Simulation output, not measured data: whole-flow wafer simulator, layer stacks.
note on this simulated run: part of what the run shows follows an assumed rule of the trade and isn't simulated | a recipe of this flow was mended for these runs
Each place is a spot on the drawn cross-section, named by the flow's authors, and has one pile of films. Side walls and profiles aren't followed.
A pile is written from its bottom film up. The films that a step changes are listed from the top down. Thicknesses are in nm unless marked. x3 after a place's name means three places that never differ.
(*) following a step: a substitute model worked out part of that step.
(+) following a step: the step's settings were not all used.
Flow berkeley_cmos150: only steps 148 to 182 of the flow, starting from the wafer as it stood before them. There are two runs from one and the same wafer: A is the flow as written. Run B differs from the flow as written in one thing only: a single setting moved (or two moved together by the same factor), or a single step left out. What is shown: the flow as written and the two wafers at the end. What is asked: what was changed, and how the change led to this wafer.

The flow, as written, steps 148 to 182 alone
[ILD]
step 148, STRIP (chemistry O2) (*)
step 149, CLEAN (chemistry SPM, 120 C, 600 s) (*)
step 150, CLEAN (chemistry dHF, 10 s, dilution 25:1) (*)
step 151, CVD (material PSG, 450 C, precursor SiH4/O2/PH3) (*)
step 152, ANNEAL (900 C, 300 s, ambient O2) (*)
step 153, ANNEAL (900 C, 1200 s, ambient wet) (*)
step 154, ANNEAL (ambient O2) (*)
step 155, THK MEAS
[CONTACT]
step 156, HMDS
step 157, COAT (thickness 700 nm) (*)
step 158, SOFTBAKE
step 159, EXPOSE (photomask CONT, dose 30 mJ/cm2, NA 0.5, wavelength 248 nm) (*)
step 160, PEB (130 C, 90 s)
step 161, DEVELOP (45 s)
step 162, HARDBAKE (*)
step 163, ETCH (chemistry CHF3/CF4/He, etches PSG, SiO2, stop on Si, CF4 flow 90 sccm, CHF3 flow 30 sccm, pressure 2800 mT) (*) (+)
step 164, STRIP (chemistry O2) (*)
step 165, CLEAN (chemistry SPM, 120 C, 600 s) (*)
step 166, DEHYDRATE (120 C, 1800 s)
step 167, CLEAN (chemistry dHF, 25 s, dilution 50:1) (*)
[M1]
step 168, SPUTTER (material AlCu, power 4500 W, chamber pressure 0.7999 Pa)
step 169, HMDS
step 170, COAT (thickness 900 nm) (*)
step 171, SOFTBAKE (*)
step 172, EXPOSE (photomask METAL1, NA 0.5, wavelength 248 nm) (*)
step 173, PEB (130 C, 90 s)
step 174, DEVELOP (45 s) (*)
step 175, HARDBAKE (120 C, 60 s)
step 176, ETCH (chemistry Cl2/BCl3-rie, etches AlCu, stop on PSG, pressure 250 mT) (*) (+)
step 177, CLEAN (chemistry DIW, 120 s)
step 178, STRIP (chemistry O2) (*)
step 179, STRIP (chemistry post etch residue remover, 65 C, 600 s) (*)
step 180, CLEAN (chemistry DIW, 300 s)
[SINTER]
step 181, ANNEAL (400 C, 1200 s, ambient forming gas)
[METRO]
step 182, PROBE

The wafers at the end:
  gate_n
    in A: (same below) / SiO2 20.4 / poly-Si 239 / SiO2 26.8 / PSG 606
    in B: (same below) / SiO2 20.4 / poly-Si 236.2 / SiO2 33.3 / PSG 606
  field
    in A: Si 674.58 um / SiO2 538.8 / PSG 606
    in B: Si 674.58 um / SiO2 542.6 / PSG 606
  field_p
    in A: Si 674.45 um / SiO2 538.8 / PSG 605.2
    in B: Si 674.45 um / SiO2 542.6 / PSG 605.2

Cause: step 153, ANNEAL: 923 C was run, though the flow has 900 C.

Step by step, how the change led to this:
  step 153, ANNEAL (900 C, 1200 s, ambient wet) (*)
      sd_n, contact, m1: A PSG loses 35, SiO2 gains 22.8, Si loses 10 | B PSG loses 35, SiO2 gains 28.8, Si loses 12.7
      field, field_p: A PSG loses 35, SiO2 gains 16.3, Si loses 7.15 | B PSG loses 35, SiO2 gains 20, Si loses 8.82
      (also at 3 further places)
  step 163, ETCH (chemistry CHF3/CF4/He, etches PSG, SiO2, stop on Si, CF4 flow 90 sccm, CHF3 flow 30 sccm, pressure 2800 mT) (*) (+)
      contact: A PSG loses 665 (all of it), SiO2 loses 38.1 (all of it), Si loses 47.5 | B PSG loses 665 (all of it), SiO2 loses 44.1 (all of it), Si loses 47.5
